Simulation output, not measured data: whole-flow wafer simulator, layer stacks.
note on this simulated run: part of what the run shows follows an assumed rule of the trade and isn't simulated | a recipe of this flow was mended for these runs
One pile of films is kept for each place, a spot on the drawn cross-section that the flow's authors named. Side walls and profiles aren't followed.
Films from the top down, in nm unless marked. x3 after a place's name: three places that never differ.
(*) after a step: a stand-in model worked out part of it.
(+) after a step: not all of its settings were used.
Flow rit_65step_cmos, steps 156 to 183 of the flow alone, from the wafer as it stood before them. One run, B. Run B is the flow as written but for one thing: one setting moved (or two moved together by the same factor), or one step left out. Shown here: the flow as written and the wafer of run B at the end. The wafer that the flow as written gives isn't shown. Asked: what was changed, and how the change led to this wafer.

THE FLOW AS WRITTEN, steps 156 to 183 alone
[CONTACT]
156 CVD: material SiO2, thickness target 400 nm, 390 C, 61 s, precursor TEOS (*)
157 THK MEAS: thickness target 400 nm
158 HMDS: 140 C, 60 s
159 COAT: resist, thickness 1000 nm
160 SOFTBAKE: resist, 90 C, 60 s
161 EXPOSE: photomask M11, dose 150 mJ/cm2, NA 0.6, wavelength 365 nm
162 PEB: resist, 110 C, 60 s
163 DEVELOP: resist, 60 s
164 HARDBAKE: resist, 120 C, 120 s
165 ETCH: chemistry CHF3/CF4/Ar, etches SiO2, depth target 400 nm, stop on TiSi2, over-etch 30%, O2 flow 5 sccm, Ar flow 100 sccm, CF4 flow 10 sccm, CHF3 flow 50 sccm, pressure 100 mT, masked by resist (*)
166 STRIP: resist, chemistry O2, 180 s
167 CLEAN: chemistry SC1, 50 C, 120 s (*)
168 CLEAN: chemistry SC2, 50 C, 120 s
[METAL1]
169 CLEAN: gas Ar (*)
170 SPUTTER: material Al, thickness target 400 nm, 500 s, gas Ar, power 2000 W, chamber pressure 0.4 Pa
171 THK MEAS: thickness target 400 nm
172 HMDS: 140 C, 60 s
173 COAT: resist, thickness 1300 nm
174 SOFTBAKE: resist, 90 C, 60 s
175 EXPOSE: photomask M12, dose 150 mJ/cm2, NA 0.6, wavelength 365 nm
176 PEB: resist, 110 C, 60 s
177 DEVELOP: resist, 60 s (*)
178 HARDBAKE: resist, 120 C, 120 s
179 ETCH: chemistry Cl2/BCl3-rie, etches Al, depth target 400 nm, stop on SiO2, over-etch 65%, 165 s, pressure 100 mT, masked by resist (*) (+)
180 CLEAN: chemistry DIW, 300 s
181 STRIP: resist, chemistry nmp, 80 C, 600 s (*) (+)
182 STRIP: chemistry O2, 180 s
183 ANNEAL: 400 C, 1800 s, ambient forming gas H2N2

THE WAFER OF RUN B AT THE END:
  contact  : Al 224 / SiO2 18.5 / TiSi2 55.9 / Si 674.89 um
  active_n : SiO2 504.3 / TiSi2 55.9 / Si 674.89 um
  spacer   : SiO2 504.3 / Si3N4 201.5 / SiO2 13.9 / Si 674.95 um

The cause: step 156, CVD: thickness target 544 nm was run, where the flow has thickness target 400 nm; step 156, CVD: 83 s was run, where the flow has 61 s.

How the change led to this, step by step:
  156 CVD: material SiO2, thickness target 400 nm, 390 C, 61 s, precursor TEOS (*)
      active_n, active_p, gate_n and 7 more: SiO2 +544 (new film) (as written it would be: SiO2 +400 (new film))
      field, field_pw, field_nw, field_p: SiO2 +544 (as written it would be: SiO2 +400)
  165 ETCH: chemistry CHF3/CF4/Ar, etches SiO2, depth target 400 nm, stop on TiSi2, over-etch 30%, O2 flow 5 sccm, Ar flow 100 sccm, CF4 flow 10 sccm, CHF3 flow 50 sccm, pressure 100 mT, masked by resist (*)
      contact: SiO2 -520 (as written it would be: SiO2 -400 (all of it), TiSi2 -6)
  169 CLEAN: gas Ar (*)
      contact: SiO2 -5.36 (as written it would be: TiSi2 -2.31)
  170 SPUTTER: material Al, thickness target 400 nm, 500 s, gas Ar, power 2000 W, chamber pressure 0.4 Pa
      contact: Al +224 (new film) (as written it would be: Al +255.4 (new film))
  173 COAT: resist, thickness 1300 nm
      contact: resist +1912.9 (new film) (as written it would be: resist +1785.1 (new film))
  176 PEB: resist, 110 C, 60 s
      contact: resist -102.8 (as written it would be: resist -95.5)
  178 HARDBAKE: resist, 120 C, 120 s
      contact: resist -67.2 (as written it would be: resist -62.1)
  181 STRIP: resist, chemistry nmp, 80 C, 600 s (*) (+)
      contact: resist -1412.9 (all of it) (as written it would be: resist -1297.5 (all of it))
